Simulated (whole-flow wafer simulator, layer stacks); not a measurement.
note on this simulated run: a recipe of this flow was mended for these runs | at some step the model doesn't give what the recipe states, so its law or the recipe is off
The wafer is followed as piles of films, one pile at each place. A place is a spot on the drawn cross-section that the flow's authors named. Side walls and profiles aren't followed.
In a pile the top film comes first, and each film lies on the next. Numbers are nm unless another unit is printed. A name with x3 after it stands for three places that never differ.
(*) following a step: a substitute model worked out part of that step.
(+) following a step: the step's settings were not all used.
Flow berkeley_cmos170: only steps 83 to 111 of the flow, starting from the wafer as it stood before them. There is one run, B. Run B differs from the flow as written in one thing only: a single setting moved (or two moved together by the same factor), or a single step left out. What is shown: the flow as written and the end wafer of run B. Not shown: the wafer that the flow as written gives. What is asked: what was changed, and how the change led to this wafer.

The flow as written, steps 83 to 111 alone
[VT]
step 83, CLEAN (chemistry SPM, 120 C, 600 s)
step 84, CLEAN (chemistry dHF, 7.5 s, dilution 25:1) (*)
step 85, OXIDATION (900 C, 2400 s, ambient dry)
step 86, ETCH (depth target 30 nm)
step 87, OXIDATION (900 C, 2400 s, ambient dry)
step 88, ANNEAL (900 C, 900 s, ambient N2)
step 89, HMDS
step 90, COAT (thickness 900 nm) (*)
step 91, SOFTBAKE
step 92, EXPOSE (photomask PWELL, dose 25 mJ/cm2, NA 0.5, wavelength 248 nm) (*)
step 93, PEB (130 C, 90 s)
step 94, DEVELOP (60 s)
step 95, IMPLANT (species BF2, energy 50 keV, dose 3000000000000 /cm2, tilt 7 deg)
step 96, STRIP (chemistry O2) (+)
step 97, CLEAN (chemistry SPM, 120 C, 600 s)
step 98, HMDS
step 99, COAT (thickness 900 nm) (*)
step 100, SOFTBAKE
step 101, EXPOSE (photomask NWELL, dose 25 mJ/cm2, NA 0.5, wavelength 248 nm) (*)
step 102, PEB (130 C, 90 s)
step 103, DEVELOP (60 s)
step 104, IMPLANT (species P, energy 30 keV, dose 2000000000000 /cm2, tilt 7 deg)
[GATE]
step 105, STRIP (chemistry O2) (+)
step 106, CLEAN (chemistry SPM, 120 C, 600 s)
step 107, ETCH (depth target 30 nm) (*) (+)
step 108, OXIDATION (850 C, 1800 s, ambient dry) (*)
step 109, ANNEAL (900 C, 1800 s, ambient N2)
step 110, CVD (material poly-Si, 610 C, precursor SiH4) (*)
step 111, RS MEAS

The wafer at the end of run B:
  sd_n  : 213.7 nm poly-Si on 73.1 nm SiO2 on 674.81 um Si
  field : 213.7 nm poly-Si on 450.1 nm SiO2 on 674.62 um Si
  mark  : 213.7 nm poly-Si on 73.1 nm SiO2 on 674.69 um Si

Cause: step 85, OXIDATION: 1170 C was run, while the flow as written has 900 C.

Step by step, how the change led to this:
  step 85, OXIDATION (900 C, 2400 s, ambient dry)
      mark, sd_n, spacer_n and 9 more: SiO2 gains 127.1 (new film), Si loses 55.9 (in the flow as written it would be: SiO2 gains 14.9 (new film), Si loses 6.57)
      field: SiO2 gains 23.4, Si loses 10.3 (in the flow as written it would be: SiO2 gains 1.6, Si loses 0.71)
  step 86, ETCH (depth target 30 nm)
      mark, sd_n, spacer_n and 9 more: SiO2 loses 30 (in the flow as written it would be: SiO2 loses 14.9 (all of it))
  step 87, OXIDATION (900 C, 2400 s, ambient dry)
      mark, sd_n, spacer_n and 9 more: SiO2 gains 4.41, Si loses 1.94 (in the flow as written it would be: SiO2 gains 14.9 (new film), Si loses 6.57)
  step 107, ETCH (depth target 30 nm) (*) (+)
      mark, sd_n, spacer_n and 9 more: SiO2 loses 30 (in the flow as written it would be: SiO2 loses 14.9 (all of it))
  step 108, OXIDATION (850 C, 1800 s, ambient dry) (*)
      mark, sd_n, spacer_n and 9 more: SiO2 gains 1.6, Si loses 0.7 (in the flow as written it would be: SiO2 gains 7.48 (new film), Si loses 3.29)
